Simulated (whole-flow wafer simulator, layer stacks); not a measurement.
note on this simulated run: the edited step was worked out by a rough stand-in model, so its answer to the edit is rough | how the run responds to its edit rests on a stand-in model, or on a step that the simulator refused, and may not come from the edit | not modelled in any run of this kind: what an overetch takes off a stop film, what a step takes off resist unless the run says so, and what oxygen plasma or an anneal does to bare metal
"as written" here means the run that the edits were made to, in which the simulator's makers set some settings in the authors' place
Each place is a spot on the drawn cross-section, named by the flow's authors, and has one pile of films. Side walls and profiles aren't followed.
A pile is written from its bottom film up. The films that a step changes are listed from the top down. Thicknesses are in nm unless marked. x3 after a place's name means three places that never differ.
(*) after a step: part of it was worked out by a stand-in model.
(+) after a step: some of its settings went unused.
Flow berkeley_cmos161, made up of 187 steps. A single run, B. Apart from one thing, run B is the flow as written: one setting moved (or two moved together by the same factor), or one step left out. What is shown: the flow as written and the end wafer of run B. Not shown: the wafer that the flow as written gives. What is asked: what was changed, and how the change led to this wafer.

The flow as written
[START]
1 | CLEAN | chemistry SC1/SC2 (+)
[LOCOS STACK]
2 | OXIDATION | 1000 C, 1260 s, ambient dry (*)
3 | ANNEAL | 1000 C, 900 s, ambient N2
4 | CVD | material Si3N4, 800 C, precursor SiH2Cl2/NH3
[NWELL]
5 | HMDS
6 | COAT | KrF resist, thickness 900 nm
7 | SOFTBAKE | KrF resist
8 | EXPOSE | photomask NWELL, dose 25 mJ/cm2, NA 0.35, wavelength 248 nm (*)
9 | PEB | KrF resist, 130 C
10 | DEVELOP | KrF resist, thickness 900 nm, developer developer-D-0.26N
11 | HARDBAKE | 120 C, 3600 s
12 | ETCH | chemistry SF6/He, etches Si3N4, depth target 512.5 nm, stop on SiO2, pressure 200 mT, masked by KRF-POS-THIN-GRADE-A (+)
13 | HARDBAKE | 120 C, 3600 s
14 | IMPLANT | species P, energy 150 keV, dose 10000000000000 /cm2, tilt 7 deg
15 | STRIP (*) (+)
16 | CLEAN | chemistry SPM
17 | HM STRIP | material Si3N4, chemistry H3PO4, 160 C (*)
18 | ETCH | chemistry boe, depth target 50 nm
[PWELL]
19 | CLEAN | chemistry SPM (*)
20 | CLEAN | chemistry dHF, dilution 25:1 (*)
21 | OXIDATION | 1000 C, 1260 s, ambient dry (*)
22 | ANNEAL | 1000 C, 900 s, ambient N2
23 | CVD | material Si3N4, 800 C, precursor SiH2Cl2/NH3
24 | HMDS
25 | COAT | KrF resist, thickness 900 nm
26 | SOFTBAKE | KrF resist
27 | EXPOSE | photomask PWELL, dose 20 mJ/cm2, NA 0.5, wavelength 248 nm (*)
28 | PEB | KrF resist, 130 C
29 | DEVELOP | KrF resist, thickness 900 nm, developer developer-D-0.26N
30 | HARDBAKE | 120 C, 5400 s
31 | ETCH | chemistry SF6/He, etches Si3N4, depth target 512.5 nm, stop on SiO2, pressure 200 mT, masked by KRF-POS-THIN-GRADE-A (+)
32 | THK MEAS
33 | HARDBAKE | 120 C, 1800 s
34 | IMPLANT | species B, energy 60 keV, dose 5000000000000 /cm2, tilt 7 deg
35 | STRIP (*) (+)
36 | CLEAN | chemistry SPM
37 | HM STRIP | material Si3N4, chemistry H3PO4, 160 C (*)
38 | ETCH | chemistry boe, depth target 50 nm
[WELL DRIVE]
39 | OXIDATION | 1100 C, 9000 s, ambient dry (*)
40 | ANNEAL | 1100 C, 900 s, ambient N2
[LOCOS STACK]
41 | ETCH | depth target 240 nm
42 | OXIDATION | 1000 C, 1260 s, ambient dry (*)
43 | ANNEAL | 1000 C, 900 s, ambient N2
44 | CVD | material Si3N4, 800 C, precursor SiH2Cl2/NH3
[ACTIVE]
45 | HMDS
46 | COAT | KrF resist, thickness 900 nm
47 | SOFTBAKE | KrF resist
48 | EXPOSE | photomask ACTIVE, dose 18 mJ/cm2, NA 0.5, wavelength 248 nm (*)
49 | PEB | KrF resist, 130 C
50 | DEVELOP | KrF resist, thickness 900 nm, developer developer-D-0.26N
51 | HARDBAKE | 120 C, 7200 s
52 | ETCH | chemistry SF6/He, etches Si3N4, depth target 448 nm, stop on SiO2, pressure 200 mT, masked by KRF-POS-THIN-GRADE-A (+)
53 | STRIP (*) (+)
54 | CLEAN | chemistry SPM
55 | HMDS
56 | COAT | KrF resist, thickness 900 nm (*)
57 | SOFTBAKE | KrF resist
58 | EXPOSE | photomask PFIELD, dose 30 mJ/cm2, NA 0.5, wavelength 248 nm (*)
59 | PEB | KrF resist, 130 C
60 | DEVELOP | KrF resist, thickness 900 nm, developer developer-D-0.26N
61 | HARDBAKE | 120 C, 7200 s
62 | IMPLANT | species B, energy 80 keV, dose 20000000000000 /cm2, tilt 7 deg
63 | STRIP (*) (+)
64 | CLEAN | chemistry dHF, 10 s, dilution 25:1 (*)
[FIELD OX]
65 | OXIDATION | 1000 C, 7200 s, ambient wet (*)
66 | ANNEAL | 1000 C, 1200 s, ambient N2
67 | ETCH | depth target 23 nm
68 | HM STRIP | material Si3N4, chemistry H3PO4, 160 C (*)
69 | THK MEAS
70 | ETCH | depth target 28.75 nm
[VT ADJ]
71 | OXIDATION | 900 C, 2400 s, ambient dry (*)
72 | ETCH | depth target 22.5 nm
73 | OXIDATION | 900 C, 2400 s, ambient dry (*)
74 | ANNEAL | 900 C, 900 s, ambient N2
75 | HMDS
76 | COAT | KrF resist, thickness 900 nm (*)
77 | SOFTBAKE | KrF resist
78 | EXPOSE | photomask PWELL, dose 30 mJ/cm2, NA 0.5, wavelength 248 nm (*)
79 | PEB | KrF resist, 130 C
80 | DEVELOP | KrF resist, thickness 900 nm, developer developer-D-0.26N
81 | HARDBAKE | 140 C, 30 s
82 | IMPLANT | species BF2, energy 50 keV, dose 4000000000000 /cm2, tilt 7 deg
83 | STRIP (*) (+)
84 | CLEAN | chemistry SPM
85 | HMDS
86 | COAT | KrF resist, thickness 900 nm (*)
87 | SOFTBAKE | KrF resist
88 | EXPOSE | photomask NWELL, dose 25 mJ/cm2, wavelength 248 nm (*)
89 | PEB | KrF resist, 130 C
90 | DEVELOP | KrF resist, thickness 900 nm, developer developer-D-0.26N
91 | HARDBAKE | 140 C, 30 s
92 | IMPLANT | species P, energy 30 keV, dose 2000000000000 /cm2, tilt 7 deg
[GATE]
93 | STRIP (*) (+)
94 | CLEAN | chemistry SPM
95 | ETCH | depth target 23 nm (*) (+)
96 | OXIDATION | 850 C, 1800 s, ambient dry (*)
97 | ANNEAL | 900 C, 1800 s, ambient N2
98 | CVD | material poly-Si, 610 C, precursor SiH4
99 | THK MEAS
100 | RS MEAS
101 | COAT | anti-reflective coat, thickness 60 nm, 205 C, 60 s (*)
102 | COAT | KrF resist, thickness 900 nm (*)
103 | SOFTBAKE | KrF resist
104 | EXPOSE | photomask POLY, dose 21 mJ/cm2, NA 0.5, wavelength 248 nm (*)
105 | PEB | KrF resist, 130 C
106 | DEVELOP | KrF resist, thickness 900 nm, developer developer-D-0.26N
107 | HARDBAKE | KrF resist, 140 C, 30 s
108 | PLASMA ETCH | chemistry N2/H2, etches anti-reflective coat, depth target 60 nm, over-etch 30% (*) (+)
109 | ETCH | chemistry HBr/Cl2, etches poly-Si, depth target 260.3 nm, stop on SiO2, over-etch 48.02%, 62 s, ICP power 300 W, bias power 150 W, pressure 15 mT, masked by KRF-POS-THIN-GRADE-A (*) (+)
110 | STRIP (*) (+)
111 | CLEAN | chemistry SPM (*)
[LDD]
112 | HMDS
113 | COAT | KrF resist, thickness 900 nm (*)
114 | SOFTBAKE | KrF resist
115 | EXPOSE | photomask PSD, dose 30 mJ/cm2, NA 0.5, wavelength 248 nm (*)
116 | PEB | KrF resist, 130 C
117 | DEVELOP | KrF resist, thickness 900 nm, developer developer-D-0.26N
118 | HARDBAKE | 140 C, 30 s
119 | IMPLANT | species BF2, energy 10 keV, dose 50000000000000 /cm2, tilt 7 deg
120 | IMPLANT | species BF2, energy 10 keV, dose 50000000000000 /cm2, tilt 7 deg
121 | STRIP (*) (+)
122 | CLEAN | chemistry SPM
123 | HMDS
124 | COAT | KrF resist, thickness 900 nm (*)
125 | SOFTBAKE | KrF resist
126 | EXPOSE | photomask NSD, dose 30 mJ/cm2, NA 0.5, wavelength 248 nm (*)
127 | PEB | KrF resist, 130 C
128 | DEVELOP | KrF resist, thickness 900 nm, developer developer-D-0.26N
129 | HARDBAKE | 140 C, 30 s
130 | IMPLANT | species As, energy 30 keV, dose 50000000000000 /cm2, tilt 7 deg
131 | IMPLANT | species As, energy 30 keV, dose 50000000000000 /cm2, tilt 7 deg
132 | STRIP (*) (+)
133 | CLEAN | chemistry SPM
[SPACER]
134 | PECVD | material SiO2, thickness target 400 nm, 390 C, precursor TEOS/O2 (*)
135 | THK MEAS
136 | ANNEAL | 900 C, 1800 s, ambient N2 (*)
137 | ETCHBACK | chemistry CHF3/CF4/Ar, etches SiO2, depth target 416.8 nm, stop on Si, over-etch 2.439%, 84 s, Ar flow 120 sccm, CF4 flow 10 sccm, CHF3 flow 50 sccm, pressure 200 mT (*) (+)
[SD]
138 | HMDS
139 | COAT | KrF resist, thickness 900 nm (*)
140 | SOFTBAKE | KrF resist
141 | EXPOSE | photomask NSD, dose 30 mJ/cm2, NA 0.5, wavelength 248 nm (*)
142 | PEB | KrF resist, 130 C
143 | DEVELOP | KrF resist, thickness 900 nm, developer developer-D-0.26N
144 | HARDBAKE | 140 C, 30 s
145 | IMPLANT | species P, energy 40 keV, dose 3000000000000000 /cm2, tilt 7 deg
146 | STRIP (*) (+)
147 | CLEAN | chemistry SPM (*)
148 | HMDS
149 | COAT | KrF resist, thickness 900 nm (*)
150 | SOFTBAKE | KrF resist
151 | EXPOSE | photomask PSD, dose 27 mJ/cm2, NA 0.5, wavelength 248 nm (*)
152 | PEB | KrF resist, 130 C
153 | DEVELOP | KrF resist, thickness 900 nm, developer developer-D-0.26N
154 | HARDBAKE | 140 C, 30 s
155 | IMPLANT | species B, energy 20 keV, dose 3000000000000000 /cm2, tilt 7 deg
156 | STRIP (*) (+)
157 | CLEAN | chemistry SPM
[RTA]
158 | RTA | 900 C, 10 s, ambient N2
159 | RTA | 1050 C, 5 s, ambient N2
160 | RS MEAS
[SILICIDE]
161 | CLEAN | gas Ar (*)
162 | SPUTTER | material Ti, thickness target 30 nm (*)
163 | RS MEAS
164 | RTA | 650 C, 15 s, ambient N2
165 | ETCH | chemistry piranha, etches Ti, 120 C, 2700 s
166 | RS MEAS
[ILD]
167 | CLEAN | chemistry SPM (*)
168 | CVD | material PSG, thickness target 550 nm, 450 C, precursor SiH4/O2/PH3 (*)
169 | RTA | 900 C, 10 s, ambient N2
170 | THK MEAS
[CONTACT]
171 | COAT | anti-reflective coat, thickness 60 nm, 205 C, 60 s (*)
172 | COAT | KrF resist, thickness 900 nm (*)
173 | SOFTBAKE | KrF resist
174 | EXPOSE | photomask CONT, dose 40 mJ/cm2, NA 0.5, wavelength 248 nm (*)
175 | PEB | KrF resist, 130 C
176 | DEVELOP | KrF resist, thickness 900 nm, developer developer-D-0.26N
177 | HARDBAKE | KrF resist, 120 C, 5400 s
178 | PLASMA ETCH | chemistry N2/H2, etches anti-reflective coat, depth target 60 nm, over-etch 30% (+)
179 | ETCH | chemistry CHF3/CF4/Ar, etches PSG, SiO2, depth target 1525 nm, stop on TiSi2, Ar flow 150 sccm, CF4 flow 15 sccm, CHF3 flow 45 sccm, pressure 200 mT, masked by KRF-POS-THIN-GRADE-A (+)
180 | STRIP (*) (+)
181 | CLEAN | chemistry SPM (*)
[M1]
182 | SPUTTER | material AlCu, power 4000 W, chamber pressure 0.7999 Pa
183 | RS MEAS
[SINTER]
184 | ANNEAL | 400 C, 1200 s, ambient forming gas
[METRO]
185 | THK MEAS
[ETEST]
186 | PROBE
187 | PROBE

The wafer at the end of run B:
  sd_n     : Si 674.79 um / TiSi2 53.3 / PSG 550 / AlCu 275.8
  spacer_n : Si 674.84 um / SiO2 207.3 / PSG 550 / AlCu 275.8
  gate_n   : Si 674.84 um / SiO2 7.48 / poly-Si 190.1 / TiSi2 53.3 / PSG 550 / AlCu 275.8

The reason: step 2, OXIDATION: 1150 C was run, while the flow as written has 1000 C.

How this came from the change, step by step:
  2 | OXIDATION | 1000 C, 1260 s, ambient dry (*)
      field, sd_n, spacer_n and 6 more: SiO2 gains 80 (new film), chemical SiO2 loses 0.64 (all of it), Si loses 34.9 (in the flow as written it would be: SiO2 gains 26.6 (new film), chemical SiO2 loses 0.64 (all of it), Si loses 11.4)
  18 | ETCH | chemistry boe, depth target 50 nm
      field, sd_n, spacer_n, gate_n, contact, m1: SiO2 loses 50 (in the flow as written it would be: SiO2 loses 24.5 (all of it))
      sd_p, spacer_p, gate_p: SiO2 loses 50 (in the flow as written it would be: SiO2 loses 14.3 (all of it))
  19 | CLEAN | chemistry SPM (*)
      field, sd_n, spacer_n and 6 more: nothing (in the flow as written it would be: chemical SiO2 gains 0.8 (new film), Si loses 0.35)
  20 | CLEAN | chemistry dHF, dilution 25:1 (*)
      field, sd_n, spacer_n, gate_n, contact, m1: SiO2 loses 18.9 (in the flow as written it would be: chemical SiO2 loses 0.8 (all of it))
      sd_p, spacer_p, gate_p: SiO2 loses 17.6 (all of it) (in the flow as written it would be: chemical SiO2 loses 0.8 (all of it))
  21 | OXIDATION | 1000 C, 1260 s, ambient dry (*)
      field, sd_n, spacer_n, gate_n, contact, m1: SiO2 gains 19.5, Si loses 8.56 (in the flow as written it would be: SiO2 gains 26.6 (new film), Si loses 11.7)
  38 | ETCH | chemistry boe, depth target 50 nm
      field, sd_n, spacer_n, gate_n, contact: SiO2 loses 14.1 (all of it) (in the flow as written it would be: SiO2 loses 12.2 (all of it))
      m1: SiO2 loses 26.3 (all of it) (in the flow as written it would be: SiO2 loses 24.4 (all of it))
  65 | OXIDATION | 1000 C, 7200 s, ambient wet (*)
      sd_p: SiO2 gains 12.1 (new film), Si3N4 loses 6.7 (in the flow as written it would be: SiO2 gains 12.1 (new film), Si3N4 loses 6.7, SiO2 gains 0.25, Si loses 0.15)
